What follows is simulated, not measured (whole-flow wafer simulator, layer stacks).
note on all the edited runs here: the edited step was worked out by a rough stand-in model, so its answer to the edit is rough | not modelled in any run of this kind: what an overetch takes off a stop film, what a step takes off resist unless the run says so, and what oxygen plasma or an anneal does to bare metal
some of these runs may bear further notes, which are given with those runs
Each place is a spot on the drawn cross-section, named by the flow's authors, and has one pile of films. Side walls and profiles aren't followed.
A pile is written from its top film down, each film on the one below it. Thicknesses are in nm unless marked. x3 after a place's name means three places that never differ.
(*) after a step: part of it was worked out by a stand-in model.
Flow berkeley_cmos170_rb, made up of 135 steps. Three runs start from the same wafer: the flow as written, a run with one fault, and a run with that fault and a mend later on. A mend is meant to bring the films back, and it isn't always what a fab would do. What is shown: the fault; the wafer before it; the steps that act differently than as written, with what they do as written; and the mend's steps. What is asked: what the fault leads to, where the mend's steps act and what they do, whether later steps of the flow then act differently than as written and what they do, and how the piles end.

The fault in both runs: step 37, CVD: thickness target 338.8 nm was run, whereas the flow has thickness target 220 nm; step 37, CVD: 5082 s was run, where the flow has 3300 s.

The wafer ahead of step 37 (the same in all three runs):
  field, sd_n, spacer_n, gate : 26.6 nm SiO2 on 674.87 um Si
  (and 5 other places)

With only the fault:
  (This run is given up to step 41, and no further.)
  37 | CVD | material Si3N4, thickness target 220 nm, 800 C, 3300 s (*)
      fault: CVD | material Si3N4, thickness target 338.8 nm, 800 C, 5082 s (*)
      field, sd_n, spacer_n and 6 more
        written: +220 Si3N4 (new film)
        fault: +338.8 Si3N4 (new film)
  Every later step of the flow up to step 41 that is run acts as written at every place that is followed.
  The piles after step 41 differ from the flow's at field, sd_n, spacer_n and 6 more by more than 2% or 0.5 nm, whichever is larger.
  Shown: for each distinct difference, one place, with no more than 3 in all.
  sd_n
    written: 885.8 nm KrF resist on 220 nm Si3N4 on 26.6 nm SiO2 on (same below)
    fault: 885.8 nm KrF resist on 338.8 nm Si3N4 on 26.6 nm SiO2 on (same below)
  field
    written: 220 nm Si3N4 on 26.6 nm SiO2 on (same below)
    fault: 338.8 nm Si3N4 on 26.6 nm SiO2 on (same below)

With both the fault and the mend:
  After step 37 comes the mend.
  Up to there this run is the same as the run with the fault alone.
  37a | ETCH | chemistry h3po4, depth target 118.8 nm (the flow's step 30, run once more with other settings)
      field, sd_n, spacer_n and 6 more
        -118.8 Si3N4
  Every later step of the flow that is run acts as written at every place that is followed.
  By the end, the piles equal the flow's at every place that both follow.
